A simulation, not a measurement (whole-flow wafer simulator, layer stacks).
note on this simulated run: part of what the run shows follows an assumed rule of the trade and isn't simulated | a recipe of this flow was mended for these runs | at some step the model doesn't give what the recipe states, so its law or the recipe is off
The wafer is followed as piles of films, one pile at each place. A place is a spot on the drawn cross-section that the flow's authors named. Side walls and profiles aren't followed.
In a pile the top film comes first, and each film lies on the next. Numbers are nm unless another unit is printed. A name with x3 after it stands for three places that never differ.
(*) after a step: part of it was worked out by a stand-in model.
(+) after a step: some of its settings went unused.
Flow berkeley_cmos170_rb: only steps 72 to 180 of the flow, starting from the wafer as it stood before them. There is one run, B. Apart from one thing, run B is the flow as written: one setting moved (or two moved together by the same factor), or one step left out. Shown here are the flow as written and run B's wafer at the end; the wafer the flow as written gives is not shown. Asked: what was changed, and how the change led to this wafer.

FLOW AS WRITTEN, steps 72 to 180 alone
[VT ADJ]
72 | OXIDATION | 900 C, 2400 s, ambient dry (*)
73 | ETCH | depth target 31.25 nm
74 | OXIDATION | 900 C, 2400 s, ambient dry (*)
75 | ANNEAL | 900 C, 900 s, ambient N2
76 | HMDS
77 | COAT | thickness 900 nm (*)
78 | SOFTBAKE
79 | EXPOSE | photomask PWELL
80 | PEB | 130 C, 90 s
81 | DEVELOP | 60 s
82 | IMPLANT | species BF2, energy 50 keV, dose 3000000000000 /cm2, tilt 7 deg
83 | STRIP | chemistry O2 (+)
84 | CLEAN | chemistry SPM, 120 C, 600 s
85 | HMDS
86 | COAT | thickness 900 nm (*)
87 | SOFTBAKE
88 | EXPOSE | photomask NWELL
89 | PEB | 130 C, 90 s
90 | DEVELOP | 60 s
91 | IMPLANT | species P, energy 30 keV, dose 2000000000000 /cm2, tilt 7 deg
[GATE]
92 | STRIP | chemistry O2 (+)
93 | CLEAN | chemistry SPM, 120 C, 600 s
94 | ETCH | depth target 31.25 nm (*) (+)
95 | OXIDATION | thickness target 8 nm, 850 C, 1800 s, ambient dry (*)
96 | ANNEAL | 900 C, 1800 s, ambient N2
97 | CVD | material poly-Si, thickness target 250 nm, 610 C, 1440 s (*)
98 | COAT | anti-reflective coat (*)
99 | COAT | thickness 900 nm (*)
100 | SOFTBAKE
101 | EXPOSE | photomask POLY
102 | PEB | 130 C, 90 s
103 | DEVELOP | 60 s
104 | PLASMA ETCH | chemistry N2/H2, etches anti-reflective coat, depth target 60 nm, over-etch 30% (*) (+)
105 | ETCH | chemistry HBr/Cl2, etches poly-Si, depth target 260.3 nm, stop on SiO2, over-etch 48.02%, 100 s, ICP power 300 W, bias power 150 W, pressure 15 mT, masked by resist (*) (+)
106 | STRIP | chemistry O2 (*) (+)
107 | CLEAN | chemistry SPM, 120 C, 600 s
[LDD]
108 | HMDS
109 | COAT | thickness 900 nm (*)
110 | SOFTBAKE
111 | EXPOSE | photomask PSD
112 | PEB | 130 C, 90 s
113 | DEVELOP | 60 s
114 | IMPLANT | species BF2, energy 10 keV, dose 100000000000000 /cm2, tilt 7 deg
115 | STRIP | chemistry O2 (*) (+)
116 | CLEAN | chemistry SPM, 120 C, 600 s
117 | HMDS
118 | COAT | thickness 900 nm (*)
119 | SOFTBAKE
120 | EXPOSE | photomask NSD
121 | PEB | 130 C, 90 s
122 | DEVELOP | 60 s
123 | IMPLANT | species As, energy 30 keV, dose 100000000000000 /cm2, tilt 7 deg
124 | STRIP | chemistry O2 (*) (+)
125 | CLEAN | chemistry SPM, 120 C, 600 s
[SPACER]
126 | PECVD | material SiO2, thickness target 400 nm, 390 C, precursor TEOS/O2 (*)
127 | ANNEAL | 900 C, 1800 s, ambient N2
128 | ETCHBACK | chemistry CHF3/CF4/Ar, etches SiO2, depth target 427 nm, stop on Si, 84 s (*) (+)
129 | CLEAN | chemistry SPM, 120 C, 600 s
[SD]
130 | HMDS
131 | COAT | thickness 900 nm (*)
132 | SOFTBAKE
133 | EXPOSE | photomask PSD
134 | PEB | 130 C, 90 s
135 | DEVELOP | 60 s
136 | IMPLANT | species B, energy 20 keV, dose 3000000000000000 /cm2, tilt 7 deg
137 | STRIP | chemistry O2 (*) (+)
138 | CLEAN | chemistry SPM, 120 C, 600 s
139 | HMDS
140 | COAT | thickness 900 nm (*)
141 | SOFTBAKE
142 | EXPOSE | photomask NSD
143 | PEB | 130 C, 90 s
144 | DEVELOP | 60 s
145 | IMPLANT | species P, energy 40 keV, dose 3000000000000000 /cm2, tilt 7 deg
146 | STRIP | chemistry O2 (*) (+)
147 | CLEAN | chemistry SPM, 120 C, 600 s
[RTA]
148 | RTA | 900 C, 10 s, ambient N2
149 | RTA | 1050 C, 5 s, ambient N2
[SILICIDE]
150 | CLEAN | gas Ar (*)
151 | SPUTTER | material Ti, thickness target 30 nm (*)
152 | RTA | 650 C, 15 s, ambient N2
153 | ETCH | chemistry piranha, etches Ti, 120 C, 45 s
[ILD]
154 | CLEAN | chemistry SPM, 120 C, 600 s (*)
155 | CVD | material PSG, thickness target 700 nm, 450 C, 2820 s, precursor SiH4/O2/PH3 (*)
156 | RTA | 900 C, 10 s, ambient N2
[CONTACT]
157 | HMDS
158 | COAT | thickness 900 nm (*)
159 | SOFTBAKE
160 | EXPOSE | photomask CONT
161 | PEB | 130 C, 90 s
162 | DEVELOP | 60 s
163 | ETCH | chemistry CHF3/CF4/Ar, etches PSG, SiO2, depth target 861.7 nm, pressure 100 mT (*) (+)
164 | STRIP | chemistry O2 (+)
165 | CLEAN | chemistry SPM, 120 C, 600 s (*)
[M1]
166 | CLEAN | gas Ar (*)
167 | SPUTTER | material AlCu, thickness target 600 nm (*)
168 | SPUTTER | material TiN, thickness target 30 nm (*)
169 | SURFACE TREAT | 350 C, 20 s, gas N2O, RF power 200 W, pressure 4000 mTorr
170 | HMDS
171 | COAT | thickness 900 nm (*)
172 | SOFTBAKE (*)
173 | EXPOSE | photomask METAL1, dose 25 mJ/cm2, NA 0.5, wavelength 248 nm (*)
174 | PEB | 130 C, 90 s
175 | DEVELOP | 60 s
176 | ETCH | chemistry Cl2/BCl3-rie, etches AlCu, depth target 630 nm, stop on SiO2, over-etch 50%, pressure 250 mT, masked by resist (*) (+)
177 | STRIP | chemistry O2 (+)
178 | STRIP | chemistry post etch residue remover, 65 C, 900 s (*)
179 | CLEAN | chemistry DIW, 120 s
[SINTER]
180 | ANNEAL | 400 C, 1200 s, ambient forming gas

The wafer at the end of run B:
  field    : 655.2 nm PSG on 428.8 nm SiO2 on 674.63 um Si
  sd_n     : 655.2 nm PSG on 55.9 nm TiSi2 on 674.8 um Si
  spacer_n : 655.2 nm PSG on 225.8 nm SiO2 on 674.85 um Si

What caused this: step 73, ETCH: depth target 31.25 nm, was skipped.

How this came from the change, step by step:
  74 | OXIDATION | 900 C, 2400 s, ambient dry (*)
      sd_n, spacer_n, gate, sd_p, spacer_p, gate_p, contact, m1: +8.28 SiO2, -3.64 Si (it would be, as written: +15 SiO2 (new film), -6.62 Si)
  94 | ETCH | depth target 31.25 nm (*) (+)
      sd_n, spacer_n, gate, sd_p, spacer_p, gate_p, contact, m1: -23.3 SiO2 (all of it) (it would be, as written: -15 SiO2 (all of it))
  98 | COAT | anti-reflective coat (*)
      spacer_n, spacer_p: +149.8 anti-reflective coat (new film) (it would be, as written: +143 anti-reflective coat (new film))
      field: +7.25 anti-reflective coat (new film) (it would be, as written: +6.71 anti-reflective coat (new film))
      (as well as at 6 more places)
  99 | COAT | thickness 900 nm (*)
      gate: +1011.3 KrF-resist (new film) (it would be, as written: +988.4 KrF-resist (new film))
      gate_p: +1011.2 KrF-resist (new film) (it would be, as written: +988.4 KrF-resist (new film))
  104 | PLASMA ETCH | chemistry N2/H2, etches anti-reflective coat, depth target 60 nm, over-etch 30% (*) (+)
      spacer_n, spacer_p: -149.8 anti-reflective coat (all of it), -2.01 poly-Si (it would be, as written: -143 anti-reflective coat (all of it), -1.48 poly-Si)
      gate, gate_p: -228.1 KrF-resist (it would be, as written: -200.6 KrF-resist)
      (as well as at 5 more places)
  106 | STRIP | chemistry O2 (*) (+)
      gate: +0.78 chemical SiO2 (new film), -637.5 KrF-resist (all of it), -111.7 anti-reflective coat (all of it), -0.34 poly-Si (it would be, as written: +0.78 chemical SiO2 (new film), -642.2 KrF-resist (all of it), -108.7 anti-reflective coat (all of it), -0.34 poly-Si)
      gate_p: +0.78 chemical SiO2 (new film), -637.4 KrF-resist (all of it), -111.7 anti-reflective coat (all of it), -0.34 poly-Si (it would be, as written: +0.78 chemical SiO2 (new film), -642.1 KrF-resist (all of it), -108.6 anti-reflective coat (all of it), -0.34 poly-Si)
  151 | SPUTTER | material Ti, thickness target 30 nm (*)
      sd_p: +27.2 Ti (new film) (it would be, as written: +27.9 Ti (new film))
  152 | RTA | 650 C, 15 s, ambient N2
      sd_p: -21.2 Ti, +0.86 TiSi first (new film), +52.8 TiSi2 C49 (new film), -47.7 Si (it would be, as written: -21.8 Ti, +2.13 TiSi first (new film), +52.2 TiSi2 C49 (new film), -48 Si)
  156 | RTA | 900 C, 10 s, ambient N2
      sd_p: under 1 film: +50.7 TiSi2 (new film), -0.75 TiSi first (all of it), -52.8 TiSi2 C49 (all of it), -0.5 Si (it would be, as written: under 1 film: +52 TiSi2 (new film), -2.02 TiSi first (all of it), -52.2 TiSi2 C49 (all of it), -1.34 Si)
  164 | STRIP | chemistry O2 (+)
      sd_n: -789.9 KrF-resist (all of it) (it would be, as written: -772.5 KrF-resist (all of it))
      spacer_n: -610.7 KrF-resist (all of it) (it would be, as written: -598.3 KrF-resist (all of it))
      (as well as at 1 more place)
  167 | SPUTTER | material AlCu, thickness target 600 nm (*)
      sd_p: +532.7 AlCu (new film) (it would be, as written: +549.6 AlCu (new film))
  168 | SPUTTER | material TiN, thickness target 30 nm (*)
      sd_p: +25 TiN (new film) (it would be, as written: +25.8 TiN (new film))
  171 | COAT | thickness 900 nm (*)
      sd_p: +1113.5 KrF-resist (new film) (it would be, as written: +1079.4 KrF-resist (new film))
  175 | DEVELOP | 60 s
      sd_p: -1110.9 KrF-resist (all of it) (it would be, as written: -1076.9 KrF-resist (all of it))
  176 | ETCH | chemistry Cl2/BCl3-rie, etches AlCu, depth target 630 nm, stop on SiO2, over-etch 50%, pressure 250 mT, masked by resist (*) (+)
      sd_p: -25 TiN (all of it), -532.7 AlCu (all of it), -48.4 PSG (it would be, as written: -25.8 TiN (all of it), -549.6 AlCu (all of it), -46.2 PSG)
  177 | STRIP | chemistry O2 (+)
      m1: -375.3 KrF-resist (all of it) (it would be, as written: -361.6 KrF-resist (all of it))
